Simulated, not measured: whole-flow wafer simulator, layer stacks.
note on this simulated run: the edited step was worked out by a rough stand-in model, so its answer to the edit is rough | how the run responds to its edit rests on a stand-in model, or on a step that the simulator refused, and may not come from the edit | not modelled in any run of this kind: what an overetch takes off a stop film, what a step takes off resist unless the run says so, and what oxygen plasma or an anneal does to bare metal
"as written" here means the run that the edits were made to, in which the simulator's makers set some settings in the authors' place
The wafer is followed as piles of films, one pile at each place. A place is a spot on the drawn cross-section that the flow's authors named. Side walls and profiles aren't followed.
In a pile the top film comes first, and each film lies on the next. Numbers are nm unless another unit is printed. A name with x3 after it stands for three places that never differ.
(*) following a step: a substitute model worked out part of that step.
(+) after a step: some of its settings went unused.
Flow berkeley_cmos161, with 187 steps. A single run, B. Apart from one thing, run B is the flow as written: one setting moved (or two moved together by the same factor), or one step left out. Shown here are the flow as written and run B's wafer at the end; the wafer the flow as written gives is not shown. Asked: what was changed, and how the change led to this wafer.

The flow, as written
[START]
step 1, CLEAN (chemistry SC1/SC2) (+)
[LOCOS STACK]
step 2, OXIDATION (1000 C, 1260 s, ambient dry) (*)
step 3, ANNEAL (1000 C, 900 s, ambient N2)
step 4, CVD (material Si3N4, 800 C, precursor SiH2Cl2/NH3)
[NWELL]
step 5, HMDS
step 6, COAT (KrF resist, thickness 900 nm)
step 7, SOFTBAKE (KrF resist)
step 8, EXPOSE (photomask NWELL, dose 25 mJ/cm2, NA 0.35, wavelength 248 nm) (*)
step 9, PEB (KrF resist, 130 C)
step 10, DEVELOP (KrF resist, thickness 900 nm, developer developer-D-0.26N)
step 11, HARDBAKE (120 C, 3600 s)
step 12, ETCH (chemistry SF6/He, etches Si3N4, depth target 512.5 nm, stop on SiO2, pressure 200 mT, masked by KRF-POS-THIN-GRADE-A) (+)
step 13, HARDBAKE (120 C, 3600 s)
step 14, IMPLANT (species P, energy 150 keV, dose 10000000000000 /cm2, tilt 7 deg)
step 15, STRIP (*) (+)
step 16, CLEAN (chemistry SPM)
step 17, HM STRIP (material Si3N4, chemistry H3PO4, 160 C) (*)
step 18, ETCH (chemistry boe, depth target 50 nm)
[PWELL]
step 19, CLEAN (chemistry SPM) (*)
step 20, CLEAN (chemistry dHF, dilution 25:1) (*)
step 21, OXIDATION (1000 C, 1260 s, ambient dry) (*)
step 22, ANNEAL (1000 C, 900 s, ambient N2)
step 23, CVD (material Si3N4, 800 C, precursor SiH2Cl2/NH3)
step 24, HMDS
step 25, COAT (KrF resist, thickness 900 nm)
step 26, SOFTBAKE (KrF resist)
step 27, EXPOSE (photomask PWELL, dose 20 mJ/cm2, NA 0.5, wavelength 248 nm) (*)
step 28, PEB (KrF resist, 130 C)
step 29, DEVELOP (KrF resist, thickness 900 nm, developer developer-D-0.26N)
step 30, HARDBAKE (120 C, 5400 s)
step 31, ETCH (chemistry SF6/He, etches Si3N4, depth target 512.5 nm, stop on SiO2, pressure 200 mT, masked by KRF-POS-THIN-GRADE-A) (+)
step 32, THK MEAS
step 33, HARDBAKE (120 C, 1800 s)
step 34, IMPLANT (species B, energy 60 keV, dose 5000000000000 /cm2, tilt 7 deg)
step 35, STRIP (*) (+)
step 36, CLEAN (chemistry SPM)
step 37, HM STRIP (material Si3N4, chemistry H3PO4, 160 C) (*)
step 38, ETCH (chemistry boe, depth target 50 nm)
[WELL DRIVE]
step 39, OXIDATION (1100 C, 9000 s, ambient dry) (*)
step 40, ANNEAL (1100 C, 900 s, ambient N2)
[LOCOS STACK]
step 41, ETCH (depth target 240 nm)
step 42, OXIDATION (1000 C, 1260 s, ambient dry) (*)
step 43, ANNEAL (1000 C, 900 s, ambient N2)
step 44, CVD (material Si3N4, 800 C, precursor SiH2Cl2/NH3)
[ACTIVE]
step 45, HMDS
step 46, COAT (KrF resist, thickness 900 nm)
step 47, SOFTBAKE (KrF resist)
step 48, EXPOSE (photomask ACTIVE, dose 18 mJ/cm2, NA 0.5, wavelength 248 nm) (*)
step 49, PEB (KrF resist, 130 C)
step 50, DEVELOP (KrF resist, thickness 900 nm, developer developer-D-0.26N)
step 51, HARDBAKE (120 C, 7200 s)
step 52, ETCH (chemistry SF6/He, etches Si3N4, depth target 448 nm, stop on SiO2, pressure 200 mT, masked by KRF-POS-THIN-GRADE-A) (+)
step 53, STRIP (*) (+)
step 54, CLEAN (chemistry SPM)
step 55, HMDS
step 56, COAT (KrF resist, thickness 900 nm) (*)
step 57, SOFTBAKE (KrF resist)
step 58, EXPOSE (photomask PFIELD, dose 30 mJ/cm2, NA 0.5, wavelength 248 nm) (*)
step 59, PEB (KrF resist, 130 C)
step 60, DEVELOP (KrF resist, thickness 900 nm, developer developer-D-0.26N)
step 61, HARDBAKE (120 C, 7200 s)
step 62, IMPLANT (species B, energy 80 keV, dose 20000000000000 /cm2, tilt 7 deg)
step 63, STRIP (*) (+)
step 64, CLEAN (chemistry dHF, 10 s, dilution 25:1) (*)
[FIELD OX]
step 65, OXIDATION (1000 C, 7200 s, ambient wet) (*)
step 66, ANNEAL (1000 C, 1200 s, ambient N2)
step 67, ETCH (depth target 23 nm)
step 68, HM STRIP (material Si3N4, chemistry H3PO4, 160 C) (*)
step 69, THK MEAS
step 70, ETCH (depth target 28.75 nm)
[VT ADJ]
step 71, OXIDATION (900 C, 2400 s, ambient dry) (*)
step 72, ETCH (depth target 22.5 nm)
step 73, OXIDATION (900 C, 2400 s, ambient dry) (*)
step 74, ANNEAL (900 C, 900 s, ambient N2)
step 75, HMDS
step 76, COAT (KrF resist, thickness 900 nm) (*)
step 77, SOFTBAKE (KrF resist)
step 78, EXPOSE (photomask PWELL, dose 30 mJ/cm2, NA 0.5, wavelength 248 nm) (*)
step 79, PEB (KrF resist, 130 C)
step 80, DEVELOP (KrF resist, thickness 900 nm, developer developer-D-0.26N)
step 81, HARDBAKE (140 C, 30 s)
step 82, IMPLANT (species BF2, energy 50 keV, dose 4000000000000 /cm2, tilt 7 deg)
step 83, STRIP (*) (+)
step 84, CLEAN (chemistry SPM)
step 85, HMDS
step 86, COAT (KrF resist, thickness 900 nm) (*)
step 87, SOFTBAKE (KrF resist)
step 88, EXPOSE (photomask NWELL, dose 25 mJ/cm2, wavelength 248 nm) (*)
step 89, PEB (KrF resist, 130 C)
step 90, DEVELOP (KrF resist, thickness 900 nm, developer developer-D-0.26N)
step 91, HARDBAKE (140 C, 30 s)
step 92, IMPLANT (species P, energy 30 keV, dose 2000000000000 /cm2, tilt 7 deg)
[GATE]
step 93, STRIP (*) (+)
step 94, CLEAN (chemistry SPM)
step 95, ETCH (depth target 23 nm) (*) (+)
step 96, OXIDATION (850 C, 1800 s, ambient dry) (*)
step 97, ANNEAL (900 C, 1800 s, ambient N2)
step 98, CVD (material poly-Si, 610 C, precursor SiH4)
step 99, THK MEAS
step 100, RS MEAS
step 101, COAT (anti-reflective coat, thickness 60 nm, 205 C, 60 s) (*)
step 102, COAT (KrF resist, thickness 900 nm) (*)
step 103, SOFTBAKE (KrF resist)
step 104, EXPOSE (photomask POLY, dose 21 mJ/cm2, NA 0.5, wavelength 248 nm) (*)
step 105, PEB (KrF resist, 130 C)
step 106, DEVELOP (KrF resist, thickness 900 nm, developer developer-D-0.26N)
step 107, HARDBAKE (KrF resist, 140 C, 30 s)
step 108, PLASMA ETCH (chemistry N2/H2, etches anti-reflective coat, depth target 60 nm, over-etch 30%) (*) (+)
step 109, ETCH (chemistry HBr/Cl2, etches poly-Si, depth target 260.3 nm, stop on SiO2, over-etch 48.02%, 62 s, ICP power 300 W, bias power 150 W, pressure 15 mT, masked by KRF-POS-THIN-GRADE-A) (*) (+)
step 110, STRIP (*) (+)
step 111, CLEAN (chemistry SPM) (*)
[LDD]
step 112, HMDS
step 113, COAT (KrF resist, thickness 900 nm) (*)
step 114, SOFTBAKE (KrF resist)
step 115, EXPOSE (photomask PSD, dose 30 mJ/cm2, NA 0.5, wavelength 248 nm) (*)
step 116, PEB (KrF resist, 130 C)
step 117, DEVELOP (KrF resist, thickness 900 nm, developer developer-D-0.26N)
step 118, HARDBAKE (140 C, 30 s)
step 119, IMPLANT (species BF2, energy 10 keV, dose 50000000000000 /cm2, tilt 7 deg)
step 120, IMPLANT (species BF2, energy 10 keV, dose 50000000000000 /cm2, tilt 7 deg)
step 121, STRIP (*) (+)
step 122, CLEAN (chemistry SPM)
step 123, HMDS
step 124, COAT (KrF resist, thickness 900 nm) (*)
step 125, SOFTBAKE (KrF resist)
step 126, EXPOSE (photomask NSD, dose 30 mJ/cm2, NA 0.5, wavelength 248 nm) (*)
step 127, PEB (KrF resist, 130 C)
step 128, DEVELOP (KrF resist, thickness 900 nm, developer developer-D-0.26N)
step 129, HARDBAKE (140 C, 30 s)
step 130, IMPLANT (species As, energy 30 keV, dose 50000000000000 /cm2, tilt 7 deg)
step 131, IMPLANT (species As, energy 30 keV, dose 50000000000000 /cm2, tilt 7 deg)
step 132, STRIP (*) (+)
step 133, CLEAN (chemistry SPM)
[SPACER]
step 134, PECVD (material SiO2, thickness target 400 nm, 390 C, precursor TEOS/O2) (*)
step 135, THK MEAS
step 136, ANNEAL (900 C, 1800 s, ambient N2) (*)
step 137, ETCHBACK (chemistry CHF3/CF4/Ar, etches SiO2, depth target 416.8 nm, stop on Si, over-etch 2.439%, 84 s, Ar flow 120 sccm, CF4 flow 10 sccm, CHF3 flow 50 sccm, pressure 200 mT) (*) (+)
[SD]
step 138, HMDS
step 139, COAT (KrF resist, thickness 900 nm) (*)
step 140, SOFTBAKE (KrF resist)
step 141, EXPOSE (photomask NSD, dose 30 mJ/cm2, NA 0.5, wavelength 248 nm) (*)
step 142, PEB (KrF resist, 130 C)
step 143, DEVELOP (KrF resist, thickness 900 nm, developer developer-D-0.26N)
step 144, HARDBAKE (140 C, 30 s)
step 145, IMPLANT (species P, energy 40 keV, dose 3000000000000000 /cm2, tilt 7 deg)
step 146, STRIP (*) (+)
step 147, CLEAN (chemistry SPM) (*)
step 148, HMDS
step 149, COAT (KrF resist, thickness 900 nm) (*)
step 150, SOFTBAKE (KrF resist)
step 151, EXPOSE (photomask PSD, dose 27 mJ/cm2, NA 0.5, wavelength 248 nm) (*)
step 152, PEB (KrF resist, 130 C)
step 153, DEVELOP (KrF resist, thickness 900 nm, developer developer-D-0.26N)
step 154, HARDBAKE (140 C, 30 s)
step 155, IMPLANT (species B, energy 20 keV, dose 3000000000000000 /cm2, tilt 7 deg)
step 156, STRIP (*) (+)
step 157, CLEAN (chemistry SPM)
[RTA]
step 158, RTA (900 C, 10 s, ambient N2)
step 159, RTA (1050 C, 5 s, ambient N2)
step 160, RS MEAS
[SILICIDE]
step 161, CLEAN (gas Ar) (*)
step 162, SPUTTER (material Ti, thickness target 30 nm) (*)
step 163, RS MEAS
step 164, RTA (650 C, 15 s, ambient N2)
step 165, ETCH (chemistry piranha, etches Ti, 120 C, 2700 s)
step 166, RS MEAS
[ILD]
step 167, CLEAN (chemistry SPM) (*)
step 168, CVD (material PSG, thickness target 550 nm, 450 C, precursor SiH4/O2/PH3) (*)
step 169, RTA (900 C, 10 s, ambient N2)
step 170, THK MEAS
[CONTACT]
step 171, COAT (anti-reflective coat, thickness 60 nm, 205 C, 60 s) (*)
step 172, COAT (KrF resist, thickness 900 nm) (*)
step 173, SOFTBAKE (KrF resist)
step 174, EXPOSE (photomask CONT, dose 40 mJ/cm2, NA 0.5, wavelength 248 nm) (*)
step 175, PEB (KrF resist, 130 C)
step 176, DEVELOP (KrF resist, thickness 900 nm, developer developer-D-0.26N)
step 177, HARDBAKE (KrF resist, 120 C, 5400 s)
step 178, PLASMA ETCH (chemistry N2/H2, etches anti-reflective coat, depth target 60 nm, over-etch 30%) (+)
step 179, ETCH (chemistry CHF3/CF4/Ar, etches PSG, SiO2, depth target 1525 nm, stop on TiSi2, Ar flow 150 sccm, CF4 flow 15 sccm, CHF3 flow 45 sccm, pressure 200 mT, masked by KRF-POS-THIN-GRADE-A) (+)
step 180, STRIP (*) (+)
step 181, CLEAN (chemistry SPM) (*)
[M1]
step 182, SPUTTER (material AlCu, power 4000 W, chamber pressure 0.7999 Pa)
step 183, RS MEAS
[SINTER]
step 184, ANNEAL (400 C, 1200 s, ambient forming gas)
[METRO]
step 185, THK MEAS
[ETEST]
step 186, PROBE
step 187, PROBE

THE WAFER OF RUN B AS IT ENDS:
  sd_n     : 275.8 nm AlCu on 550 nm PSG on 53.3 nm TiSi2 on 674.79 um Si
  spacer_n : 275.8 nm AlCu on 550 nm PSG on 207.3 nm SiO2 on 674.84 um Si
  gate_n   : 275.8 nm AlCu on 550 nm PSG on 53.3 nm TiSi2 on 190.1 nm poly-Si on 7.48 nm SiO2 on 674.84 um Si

Cause: step 39, OXIDATION: 1155 C was run, while the flow as written has 1100 C.

Step by step, how the change led to this:
  step 39, OXIDATION (1100 C, 9000 s, ambient dry) (*)
      field, sd_n, spacer_n and 6 more: +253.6 SiO2 (new film), -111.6 Si (in the flow as written it would be: +197.6 SiO2 (new film), -86.9 Si)
  step 41, ETCH (depth target 240 nm)
      field, sd_n, spacer_n and 6 more: -240 SiO2 (in the flow as written it would be: -197.6 SiO2 (all of it))
  step 42, OXIDATION (1000 C, 1260 s, ambient dry) (*)
      field, sd_n, spacer_n and 6 more: +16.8 SiO2, -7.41 Si (in the flow as written it would be: +26.6 SiO2 (new film), -11.7 Si)
  step 70, ETCH (depth target 28.75 nm)
      sd_n, sd_p: -28.8 SiO2 (in the flow as written it would be: -25 SiO2 (all of it))
      spacer_n, gate_n, spacer_p, gate_p, contact, m1: -28.7 SiO2 (all of it) (in the flow as written it would be: -24.8 SiO2 (all of it))
  step 71, OXIDATION (900 C, 2400 s, ambient dry) (*)
      sd_n, sd_p: +14.4 SiO2, -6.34 Si (in the flow as written it would be: +14.9 SiO2 (new film), -6.57 Si)
